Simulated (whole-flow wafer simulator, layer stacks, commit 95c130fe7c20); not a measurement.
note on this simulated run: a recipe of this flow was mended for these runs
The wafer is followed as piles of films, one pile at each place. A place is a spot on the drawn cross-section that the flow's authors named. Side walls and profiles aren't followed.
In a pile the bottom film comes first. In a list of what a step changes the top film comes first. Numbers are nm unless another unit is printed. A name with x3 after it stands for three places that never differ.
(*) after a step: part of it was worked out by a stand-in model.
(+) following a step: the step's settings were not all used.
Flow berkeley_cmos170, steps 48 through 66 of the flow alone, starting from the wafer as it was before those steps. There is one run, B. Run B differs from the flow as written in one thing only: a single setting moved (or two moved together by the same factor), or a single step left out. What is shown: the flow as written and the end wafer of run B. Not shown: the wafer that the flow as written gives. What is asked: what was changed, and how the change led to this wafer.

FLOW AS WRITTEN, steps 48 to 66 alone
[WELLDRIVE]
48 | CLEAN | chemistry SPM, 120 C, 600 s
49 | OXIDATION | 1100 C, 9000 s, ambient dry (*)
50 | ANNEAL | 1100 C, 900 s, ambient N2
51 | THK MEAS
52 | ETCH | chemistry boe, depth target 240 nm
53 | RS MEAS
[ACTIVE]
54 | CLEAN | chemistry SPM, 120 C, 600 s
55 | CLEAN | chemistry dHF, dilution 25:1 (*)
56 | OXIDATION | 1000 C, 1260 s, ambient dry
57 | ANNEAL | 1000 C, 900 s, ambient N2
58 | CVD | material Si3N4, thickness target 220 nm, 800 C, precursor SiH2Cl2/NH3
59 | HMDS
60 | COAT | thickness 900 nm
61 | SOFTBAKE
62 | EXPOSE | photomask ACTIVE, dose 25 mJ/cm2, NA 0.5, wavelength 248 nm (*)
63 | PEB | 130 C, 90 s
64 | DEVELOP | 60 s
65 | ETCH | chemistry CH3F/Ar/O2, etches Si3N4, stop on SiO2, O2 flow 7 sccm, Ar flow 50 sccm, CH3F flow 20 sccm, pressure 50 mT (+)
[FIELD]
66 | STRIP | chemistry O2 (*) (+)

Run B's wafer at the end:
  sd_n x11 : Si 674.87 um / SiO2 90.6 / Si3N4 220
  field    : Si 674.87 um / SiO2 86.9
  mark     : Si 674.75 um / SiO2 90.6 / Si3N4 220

Cause: step 52, ETCH: depth target 120 nm was run, though the flow has depth target 240 nm.

How this came from the change, step by step:
  52 | ETCH | chemistry boe, depth target 240 nm
      field, mark, sd_n x11: SiO2 loses 120 (it would be, as written: SiO2 loses 197.6 (all of it))
  54 | CLEAN | chemistry SPM, 120 C, 600 s
      field, mark, sd_n x11: nothing (it would be, as written: chemical SiO2 gains 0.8 (new film), Si loses 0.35)
  55 | CLEAN | chemistry dHF, dilution 25:1 (*)
      field, mark, sd_n x11: nothing (it would be, as written: chemical SiO2 loses 0.8 (all of it))
  56 | OXIDATION | 1000 C, 1260 s, ambient dry
      field, mark, sd_n x11: SiO2 gains 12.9, Si loses 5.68 (it would be, as written: SiO2 gains 26.6 (new film), Si loses 11.7)
